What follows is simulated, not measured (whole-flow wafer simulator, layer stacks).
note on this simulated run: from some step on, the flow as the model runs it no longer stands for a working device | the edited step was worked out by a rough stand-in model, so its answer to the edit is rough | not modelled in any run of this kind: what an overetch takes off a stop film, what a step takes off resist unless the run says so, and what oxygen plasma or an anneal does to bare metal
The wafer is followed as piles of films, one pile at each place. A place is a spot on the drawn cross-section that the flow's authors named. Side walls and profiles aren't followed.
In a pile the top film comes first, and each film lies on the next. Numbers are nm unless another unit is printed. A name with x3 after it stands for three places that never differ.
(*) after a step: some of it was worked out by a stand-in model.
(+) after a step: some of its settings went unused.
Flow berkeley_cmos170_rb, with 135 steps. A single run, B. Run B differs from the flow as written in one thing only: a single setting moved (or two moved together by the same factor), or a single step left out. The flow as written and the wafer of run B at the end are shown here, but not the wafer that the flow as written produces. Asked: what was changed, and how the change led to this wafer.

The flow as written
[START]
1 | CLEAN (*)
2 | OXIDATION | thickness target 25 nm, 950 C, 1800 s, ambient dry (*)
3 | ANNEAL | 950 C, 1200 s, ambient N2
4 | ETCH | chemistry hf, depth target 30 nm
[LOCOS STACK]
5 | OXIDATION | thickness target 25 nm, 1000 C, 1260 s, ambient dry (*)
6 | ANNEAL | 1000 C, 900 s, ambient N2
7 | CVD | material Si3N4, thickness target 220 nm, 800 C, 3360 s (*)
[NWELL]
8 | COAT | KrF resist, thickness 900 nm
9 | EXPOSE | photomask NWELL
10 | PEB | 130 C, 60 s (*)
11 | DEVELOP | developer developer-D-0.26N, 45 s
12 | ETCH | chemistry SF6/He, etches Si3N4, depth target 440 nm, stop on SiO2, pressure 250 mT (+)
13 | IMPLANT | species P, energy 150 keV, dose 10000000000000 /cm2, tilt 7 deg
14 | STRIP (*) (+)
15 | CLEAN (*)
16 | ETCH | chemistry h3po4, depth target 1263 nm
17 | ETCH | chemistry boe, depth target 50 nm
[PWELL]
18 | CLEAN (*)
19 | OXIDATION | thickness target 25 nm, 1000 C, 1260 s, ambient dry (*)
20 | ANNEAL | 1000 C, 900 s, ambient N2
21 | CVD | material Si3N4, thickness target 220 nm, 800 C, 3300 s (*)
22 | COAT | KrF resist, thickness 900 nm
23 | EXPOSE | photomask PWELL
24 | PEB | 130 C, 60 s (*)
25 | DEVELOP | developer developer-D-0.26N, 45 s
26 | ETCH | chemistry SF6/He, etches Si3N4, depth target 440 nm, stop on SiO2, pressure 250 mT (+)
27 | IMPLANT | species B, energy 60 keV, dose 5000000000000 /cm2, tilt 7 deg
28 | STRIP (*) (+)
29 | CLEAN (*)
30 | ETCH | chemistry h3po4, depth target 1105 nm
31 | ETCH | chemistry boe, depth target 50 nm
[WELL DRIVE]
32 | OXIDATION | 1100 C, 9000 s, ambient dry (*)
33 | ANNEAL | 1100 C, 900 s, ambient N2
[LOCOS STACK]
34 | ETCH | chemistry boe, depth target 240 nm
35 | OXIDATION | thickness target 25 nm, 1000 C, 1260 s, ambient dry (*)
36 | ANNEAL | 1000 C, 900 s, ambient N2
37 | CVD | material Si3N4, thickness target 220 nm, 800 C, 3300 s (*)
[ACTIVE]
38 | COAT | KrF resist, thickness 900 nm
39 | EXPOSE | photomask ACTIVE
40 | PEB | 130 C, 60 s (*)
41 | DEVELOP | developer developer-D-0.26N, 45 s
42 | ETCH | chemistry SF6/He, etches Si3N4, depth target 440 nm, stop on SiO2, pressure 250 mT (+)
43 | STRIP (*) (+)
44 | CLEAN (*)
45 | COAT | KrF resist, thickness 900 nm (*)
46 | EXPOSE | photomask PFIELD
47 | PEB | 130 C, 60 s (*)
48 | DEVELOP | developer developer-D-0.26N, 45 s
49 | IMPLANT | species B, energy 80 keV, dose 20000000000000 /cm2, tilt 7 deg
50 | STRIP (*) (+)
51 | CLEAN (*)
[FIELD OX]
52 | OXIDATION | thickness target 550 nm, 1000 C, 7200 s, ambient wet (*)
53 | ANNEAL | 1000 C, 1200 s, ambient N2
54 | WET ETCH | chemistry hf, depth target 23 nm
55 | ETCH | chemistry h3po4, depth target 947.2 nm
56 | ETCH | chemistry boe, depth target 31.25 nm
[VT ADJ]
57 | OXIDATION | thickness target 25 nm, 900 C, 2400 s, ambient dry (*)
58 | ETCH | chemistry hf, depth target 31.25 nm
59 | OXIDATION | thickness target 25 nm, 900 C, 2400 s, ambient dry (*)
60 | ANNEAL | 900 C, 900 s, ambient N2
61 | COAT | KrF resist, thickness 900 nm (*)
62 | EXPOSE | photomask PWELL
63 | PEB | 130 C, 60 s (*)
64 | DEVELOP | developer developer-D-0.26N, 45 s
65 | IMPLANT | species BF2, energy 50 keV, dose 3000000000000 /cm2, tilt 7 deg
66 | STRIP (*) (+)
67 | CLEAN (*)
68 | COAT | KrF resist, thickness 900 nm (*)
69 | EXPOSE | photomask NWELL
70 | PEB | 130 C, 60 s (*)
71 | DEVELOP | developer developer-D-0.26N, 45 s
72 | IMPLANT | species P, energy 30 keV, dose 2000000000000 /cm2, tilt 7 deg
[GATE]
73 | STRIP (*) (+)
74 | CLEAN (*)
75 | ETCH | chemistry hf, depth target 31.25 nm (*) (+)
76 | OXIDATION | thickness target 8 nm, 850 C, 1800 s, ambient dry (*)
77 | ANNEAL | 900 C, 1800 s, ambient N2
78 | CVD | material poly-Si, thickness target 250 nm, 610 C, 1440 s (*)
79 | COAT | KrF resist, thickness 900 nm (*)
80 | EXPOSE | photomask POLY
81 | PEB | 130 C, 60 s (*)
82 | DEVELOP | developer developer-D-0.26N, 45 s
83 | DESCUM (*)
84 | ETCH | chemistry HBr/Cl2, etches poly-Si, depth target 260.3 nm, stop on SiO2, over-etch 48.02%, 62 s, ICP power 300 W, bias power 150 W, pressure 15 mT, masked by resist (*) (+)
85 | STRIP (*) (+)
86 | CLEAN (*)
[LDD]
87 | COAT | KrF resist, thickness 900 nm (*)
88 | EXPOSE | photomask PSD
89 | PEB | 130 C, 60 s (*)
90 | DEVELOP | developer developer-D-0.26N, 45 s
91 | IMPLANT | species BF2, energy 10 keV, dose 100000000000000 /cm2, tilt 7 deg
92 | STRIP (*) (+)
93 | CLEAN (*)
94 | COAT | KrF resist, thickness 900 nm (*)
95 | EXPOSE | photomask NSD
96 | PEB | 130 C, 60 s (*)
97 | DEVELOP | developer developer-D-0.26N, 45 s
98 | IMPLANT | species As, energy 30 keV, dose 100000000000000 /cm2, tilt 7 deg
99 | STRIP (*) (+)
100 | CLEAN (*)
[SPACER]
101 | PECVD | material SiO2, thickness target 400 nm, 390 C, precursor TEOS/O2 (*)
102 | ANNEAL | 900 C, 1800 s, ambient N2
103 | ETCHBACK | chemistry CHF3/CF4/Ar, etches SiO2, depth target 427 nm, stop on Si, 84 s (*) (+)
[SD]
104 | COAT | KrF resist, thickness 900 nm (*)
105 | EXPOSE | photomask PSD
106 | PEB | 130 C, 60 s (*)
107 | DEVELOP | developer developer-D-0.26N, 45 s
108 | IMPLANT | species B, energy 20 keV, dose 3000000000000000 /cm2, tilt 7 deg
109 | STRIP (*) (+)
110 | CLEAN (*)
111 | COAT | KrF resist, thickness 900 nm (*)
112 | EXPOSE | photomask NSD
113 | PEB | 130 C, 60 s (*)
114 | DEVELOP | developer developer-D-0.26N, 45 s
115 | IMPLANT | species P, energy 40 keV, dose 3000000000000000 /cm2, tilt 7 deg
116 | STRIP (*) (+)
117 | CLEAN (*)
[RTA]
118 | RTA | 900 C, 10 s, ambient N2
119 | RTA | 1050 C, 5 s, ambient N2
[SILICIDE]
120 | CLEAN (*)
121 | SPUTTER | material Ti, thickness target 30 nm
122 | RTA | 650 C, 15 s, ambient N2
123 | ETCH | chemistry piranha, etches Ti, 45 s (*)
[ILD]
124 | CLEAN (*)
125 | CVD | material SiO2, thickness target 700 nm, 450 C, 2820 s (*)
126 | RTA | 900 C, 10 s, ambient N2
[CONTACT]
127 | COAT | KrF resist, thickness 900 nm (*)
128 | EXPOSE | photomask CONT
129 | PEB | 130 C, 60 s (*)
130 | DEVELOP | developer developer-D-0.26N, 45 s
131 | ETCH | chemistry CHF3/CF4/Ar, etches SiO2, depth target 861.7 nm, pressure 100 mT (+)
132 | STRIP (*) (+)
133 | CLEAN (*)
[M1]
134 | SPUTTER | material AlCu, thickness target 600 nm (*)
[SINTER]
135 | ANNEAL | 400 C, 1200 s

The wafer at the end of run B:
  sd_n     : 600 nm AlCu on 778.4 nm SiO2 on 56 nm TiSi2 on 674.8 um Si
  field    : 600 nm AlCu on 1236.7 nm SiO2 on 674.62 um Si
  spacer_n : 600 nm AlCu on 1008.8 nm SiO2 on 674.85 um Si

Cause: step 125, CVD: thickness target 778.4 nm was run, while the flow as written has thickness target 700 nm; step 125, CVD: 3136 s was run, where the flow has 2820 s.
The wafer lets one read it off: sd_n has SiO2 778.4, and step 125 as written asks for 700 nm.

The path from the change to this, step by step:
  125 | CVD | material SiO2, thickness target 700 nm, 450 C, 2820 s (*)
      sd_n, gate, sd_p, gate_p, contact, m1: +778.4 SiO2 (new film) (it would be, as written: +700 SiO2 (new film))
      field, spacer_n, spacer_p: +778.4 SiO2 (it would be, as written: +700 SiO2)
  131 | ETCH | chemistry CHF3/CF4/Ar, etches SiO2, depth target 861.7 nm, pressure 100 mT (+)
      contact: -778.4 SiO2 (all of it), -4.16 TiSi2 (it would be, as written: -700 SiO2 (all of it), -8.08 TiSi2)
  134 | SPUTTER | material AlCu, thickness target 600 nm (*)
      contact: +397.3 AlCu (new film) (it would be, as written: +415.1 AlCu (new film))
